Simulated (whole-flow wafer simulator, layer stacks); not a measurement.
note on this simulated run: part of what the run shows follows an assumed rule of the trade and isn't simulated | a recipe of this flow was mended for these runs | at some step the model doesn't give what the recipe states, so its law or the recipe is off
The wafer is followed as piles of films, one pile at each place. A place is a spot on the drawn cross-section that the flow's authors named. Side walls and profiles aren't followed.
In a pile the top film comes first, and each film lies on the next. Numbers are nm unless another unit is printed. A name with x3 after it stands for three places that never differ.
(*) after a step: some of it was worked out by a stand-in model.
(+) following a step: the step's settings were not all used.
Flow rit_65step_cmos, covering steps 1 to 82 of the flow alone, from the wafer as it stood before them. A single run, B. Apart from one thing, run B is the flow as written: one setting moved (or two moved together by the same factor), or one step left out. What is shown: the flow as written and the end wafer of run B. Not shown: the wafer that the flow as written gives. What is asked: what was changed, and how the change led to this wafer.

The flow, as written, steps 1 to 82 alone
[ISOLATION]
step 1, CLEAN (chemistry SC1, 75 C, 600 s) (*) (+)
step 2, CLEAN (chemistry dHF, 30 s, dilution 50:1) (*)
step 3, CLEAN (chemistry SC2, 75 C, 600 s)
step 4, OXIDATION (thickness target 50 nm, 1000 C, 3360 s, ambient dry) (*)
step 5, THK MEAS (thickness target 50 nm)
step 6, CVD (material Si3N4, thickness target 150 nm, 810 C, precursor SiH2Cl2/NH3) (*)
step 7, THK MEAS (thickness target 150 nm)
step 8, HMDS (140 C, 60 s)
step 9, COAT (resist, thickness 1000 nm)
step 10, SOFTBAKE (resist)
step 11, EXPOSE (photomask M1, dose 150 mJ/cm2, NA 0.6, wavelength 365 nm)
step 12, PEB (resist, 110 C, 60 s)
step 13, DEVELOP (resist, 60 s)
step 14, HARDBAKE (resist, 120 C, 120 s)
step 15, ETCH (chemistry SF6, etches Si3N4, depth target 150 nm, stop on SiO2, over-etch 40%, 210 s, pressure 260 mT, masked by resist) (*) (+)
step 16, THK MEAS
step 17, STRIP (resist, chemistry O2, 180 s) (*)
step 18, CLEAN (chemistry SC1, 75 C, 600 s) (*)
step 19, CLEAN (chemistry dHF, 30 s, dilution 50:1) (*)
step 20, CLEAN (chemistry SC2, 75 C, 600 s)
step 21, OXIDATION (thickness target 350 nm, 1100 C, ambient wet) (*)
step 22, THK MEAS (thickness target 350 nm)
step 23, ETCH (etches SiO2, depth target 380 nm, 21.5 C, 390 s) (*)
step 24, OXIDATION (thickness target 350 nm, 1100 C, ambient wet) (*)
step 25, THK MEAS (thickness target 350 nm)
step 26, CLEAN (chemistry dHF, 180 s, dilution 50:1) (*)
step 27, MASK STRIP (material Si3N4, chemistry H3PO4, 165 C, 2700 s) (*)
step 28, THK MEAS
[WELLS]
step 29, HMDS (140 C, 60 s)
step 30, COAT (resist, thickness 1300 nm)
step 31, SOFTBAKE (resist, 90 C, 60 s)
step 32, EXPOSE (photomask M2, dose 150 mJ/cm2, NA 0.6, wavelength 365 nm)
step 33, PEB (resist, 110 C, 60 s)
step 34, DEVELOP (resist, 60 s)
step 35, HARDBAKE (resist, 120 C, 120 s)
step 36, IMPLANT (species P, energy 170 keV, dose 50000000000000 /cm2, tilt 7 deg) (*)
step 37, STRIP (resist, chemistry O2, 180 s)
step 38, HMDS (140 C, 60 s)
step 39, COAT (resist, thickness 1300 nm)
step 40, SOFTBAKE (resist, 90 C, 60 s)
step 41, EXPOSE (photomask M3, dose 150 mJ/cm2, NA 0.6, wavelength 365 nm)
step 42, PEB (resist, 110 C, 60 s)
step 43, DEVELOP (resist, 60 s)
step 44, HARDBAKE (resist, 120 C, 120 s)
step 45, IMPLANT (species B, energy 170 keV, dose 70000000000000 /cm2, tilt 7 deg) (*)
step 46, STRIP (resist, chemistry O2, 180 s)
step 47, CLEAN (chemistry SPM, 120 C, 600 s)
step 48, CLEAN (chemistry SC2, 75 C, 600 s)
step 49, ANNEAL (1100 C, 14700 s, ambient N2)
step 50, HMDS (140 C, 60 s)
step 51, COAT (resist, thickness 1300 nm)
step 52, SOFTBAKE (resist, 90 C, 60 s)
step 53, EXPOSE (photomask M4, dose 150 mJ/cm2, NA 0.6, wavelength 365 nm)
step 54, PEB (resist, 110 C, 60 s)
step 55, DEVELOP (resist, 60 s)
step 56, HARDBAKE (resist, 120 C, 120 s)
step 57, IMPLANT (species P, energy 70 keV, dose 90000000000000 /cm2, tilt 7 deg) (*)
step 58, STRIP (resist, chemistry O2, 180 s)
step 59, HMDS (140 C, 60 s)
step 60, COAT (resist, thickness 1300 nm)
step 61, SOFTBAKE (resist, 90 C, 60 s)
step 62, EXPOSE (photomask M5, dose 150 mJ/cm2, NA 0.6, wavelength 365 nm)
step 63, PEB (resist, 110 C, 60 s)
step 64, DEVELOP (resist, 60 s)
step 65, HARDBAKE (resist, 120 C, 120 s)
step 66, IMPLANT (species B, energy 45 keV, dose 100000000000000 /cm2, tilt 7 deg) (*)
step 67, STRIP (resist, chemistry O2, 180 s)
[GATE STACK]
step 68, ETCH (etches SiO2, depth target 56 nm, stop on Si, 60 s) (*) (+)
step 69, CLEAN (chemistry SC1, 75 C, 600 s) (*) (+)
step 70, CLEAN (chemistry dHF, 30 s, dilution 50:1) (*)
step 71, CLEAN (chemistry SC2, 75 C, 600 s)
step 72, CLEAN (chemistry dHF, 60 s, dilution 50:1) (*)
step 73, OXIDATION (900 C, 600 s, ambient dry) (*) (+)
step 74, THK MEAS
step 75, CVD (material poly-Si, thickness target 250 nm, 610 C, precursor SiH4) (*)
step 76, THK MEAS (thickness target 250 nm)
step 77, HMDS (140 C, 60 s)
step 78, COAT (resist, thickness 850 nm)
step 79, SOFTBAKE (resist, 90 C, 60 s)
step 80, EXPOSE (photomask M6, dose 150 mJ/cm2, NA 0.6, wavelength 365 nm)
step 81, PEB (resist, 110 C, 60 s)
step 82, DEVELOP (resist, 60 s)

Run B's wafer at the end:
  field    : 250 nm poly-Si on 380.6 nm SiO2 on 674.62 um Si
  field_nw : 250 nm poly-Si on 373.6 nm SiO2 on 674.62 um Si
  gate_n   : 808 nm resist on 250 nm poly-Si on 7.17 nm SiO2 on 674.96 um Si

What caused this: step 24, OXIDATION: thickness target 476 nm was run, though the flow has thickness target 350 nm.

How this came from the change, step by step:
  step 24, OXIDATION (thickness target 350 nm, 1100 C, ambient wet) (*)
      active_n, active_p, gate_n and 7 more: +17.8 SiO2 (new film), -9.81 Si3N4 (it would be, as written: +12 SiO2 (new film), -6.61 Si3N4)
      field, field_pw, field_nw, field_p: +476 SiO2 (new film), -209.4 Si (it would be, as written: +350 SiO2 (new film), -154 Si)
  step 26, CLEAN (chemistry dHF, 180 s, dilution 50:1) (*)
      active_n, active_p, gate_n and 7 more: -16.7 SiO2 (it would be, as written: -12 SiO2 (all of it), -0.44 Si3N4)
  step 27, MASK STRIP (material Si3N4, chemistry H3PO4, 165 C, 2700 s) (*)
      active_n, active_p, gate_n and 7 more: -1.1 SiO2 (all of it), -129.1 Si3N4 (all of it), -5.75 SiO2 (it would be, as written: -131.8 Si3N4 (all of it), -5.64 SiO2)
  step 30, COAT (resist, thickness 1300 nm)
      field_pw, field_nw: +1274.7 resist (new film) (it would be, as written: +1313 resist (new film))
      field: +1263.8 resist (new film) (it would be, as written: +1315.7 resist (new film))
      (as well as at 1 more place)
  step 33, PEB (resist, 110 C, 60 s)
      field, field_p: -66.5 resist (it would be, as written: -69.2 resist)
      field_pw, field_nw: -67 resist (it would be, as written: -69.1 resist)
  step 34, DEVELOP (resist, 60 s)
      field_nw: -1207.6 resist (all of it) (it would be, as written: -1243.9 resist (all of it))
      field_p: -1197.4 resist (all of it) (it would be, as written: -1246.5 resist (all of it))
  step 35, HARDBAKE (resist, 120 C, 120 s)
      field: -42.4 resist (it would be, as written: -44.1 resist)
      field_pw: -42.7 resist (it would be, as written: -44 resist)
  step 37, STRIP (resist, chemistry O2, 180 s)
      field: -1154.9 resist (all of it) (it would be, as written: -1202.4 resist (all of it))
      field_pw: -1164.9 resist (all of it) (it would be, as written: -1199.9 resist (all of it))
  step 39, COAT (resist, thickness 1300 nm)
      field_pw, field_nw: +1274.7 resist (new film) (it would be, as written: +1313 resist (new film))
      field: +1263.8 resist (new film) (it would be, as written: +1315.7 resist (new film))
      (as well as at 1 more place)
  step 42, PEB (resist, 110 C, 60 s)
      field, field_p: -66.5 resist (it would be, as written: -69.2 resist)
      field_pw, field_nw: -67 resist (it would be, as written: -69.1 resist)
  step 43, DEVELOP (resist, 60 s)
      field: -1197.3 resist (all of it) (it would be, as written: -1246.5 resist (all of it))
      field_pw: -1207.6 resist (all of it) (it would be, as written: -1243.9 resist (all of it))
  step 44, HARDBAKE (resist, 120 C, 120 s)
      field_nw: -42.7 resist (it would be, as written: -44 resist)
      field_p: -42.4 resist (it would be, as written: -44.1 resist)
  step 46, STRIP (resist, chemistry O2, 180 s)
      field_nw: -1164.9 resist (all of it) (it would be, as written: -1199.9 resist (all of it))
      field_p: -1155 resist (all of it) (it would be, as written: -1202.3 resist (all of it))
  step 51, COAT (resist, thickness 1300 nm)
      field_pw, field_nw: +1274.7 resist (new film) (it would be, as written: +1313 resist (new film))
      field: +1263.8 resist (new film) (it would be, as written: +1315.7 resist (new film))
      (as well as at 1 more place)
  step 54, PEB (resist, 110 C, 60 s)
      field, field_p: -66.5 resist (it would be, as written: -69.2 resist)
      field_pw, field_nw: -67 resist (it would be, as written: -69.1 resist)
  step 55, DEVELOP (resist, 60 s)
      field_nw: -1207.6 resist (all of it) (it would be, as written: -1243.9 resist (all of it))
      field_p: -1197.4 resist (all of it) (it would be, as written: -1246.5 resist (all of it))
  ... 9 other steps ...
  step 82, DEVELOP (resist, 60 s)
      field: -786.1 resist (all of it) (it would be, as written: -832.7 resist (all of it))
      field_pw: -792.4 resist (all of it) (it would be, as written: -826 resist (all of it))
      (as well as at 2 more places)
